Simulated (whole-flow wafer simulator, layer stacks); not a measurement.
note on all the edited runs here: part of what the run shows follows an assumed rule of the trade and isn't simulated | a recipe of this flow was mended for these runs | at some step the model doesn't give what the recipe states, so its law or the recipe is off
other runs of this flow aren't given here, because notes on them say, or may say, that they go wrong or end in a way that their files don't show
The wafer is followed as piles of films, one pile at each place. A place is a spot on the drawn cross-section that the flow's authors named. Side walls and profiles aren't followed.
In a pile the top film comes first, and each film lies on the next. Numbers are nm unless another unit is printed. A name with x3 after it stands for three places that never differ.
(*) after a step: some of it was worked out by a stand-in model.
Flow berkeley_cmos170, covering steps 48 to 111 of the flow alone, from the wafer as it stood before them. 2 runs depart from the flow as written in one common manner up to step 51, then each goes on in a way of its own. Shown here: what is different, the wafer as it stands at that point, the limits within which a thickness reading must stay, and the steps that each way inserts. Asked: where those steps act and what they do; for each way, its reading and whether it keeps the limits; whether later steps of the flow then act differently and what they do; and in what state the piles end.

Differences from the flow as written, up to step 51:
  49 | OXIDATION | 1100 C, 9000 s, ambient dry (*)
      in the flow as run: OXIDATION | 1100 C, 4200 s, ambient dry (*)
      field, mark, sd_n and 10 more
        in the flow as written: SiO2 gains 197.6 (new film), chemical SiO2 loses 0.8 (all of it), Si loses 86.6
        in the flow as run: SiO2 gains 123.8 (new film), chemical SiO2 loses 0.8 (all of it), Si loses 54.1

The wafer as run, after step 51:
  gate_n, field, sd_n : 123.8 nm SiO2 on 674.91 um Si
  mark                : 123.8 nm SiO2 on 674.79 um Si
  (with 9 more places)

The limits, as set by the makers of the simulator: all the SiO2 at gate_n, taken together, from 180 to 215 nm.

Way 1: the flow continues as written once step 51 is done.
  After step 51, the reading is 123.8 nm, outside the limits.
  Steps later in the flow that act otherwise than as written:
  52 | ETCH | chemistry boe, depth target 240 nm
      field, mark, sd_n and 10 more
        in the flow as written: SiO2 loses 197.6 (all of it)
        going this way: SiO2 loses 123.8 (all of it)
  When the end is reached, the piles differ only a little from the flow's at the places that both follow, at most by 2% or 0.5 nm, whichever is larger.

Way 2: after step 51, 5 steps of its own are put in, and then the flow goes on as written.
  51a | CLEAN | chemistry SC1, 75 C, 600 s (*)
      field, mark, sd_n and 10 more
        SiO2 loses 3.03
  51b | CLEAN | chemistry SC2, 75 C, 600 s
      does not change any film at any place that is followed
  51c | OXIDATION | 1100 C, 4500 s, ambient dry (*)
      field, mark, sd_n and 10 more
        SiO2 gains 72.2, Si loses 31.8
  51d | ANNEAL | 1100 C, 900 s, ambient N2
      does not change any film at any place that is followed
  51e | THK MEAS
      does not change any film at any place that is followed
  After step 51e, the reading is 193 nm, within the limits.
  Steps later in the flow that act otherwise than as written:
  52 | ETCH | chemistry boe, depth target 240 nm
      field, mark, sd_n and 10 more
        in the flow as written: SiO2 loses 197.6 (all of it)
        going this way: SiO2 loses 193 (all of it)
  When the end is reached, the piles differ only a little from the flow's at the places that both follow, at most by 2% or 0.5 nm, whichever is larger.

Keeping within the limits: way 2. Outside them: way 1.
